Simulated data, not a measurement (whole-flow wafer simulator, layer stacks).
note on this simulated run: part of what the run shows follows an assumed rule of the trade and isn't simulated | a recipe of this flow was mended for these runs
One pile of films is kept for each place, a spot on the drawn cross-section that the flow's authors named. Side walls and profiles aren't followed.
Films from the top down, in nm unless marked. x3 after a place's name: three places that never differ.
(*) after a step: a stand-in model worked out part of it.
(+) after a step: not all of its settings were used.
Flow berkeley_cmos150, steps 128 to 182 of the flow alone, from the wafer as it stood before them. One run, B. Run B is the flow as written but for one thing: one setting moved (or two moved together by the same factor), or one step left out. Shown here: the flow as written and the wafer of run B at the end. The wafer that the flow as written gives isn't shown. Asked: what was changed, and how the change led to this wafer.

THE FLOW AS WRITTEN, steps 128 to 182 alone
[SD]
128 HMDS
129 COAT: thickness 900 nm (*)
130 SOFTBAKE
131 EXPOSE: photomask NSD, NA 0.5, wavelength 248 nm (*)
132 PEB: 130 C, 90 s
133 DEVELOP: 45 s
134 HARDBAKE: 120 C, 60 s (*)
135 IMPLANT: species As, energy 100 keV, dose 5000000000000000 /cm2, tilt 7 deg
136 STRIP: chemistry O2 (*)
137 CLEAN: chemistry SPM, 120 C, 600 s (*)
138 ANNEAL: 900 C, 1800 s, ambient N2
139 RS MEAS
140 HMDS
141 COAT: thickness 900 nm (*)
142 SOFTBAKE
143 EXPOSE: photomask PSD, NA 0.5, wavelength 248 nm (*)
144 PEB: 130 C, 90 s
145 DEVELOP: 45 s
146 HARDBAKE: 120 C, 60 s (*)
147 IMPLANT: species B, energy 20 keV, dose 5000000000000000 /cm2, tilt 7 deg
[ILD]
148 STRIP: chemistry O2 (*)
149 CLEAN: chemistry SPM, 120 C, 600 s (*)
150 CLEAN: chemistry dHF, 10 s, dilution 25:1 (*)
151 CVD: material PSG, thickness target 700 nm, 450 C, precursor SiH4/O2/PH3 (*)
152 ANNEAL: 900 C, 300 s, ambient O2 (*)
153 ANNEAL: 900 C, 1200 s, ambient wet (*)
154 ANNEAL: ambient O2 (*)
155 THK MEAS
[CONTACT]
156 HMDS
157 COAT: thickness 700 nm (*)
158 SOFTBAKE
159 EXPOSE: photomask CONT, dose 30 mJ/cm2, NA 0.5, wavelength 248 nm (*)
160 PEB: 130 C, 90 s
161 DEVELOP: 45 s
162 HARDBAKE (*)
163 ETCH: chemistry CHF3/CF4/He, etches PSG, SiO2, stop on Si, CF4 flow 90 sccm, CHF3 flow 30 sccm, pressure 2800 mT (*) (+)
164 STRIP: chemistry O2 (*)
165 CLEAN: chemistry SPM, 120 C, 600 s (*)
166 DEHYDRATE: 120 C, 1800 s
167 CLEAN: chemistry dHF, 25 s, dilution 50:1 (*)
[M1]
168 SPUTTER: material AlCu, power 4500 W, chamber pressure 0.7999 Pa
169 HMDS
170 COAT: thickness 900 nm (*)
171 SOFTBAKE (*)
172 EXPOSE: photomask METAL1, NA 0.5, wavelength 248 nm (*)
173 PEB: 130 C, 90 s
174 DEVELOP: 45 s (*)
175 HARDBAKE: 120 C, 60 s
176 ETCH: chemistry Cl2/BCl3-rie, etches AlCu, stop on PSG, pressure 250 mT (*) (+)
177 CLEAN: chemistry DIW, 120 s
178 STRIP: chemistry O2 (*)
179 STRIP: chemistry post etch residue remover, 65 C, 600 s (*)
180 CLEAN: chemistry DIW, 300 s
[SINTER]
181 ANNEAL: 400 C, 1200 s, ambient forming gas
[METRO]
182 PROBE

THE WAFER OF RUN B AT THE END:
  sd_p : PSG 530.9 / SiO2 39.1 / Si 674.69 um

The cause: step 147, IMPLANT: species B, energy 20 keV, dose 5000000000000000 /cm2, tilt 7 deg, was left out.

How the change led to this, step by step:
  150 CLEAN: chemistry dHF, 10 s, dilution 25:1 (*)
      sd_p: SiO2 -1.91 (as written it would be: SiO2 -7.51)
